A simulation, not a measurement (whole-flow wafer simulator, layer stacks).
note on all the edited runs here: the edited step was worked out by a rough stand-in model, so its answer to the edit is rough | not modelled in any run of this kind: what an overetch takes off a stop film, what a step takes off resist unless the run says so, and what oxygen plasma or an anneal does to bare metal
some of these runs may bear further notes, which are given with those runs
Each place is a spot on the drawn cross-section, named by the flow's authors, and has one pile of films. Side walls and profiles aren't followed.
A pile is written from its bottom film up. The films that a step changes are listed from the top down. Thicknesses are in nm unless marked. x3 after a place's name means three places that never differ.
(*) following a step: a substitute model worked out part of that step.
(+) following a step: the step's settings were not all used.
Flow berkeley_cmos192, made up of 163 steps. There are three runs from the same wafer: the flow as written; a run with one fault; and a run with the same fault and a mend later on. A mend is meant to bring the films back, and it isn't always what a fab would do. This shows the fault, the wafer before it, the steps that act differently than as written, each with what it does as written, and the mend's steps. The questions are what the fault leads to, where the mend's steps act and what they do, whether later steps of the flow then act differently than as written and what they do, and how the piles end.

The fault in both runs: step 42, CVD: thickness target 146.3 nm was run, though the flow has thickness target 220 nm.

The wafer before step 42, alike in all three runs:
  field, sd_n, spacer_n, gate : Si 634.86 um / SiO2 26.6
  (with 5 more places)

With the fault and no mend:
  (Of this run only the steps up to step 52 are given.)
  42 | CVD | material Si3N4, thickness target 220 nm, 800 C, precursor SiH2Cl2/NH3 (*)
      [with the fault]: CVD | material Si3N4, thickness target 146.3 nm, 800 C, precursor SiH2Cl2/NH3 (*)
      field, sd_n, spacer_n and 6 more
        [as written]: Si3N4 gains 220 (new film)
        [with the fault]: Si3N4 gains 146.3 (new film)
  Later steps of the flow acting differently than as written:
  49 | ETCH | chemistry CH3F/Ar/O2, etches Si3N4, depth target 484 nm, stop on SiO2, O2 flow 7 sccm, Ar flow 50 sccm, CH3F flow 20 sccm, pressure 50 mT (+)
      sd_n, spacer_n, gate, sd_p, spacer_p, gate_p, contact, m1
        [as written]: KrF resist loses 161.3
        [with the fault]: KrF resist loses 112.2
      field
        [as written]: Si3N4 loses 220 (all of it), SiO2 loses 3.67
        [with the fault]: Si3N4 loses 146.3 (all of it), SiO2 loses 3.67
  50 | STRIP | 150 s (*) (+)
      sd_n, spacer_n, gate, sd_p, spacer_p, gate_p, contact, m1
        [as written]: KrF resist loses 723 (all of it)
        [with the fault]: KrF resist loses 772.2 (all of it)
  The piles after step 52 differ from the flow's at sd_n, spacer_n, gate, sd_p, spacer_p, gate_p, contact, m1 by more than 2% or 0.5 nm, whichever is larger.
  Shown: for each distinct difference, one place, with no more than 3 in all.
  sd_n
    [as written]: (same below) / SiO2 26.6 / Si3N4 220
    [with the fault]: (same below) / SiO2 26.6 / Si3N4 146.3

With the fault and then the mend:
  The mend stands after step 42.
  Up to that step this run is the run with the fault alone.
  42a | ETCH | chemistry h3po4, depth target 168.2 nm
      field, sd_n, spacer_n and 6 more
        Si3N4 loses 146.3 (all of it)
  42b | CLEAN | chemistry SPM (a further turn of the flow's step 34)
      leaves every film unchanged at each place that is followed
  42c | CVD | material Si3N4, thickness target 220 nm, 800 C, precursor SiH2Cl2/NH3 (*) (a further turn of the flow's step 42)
      field, sd_n, spacer_n and 6 more
        Si3N4 gains 220 (new film)
  None of the later steps of the flow acts differently than as written at any place that is followed.
  At every place that both follow, the piles at the end match the flow's.
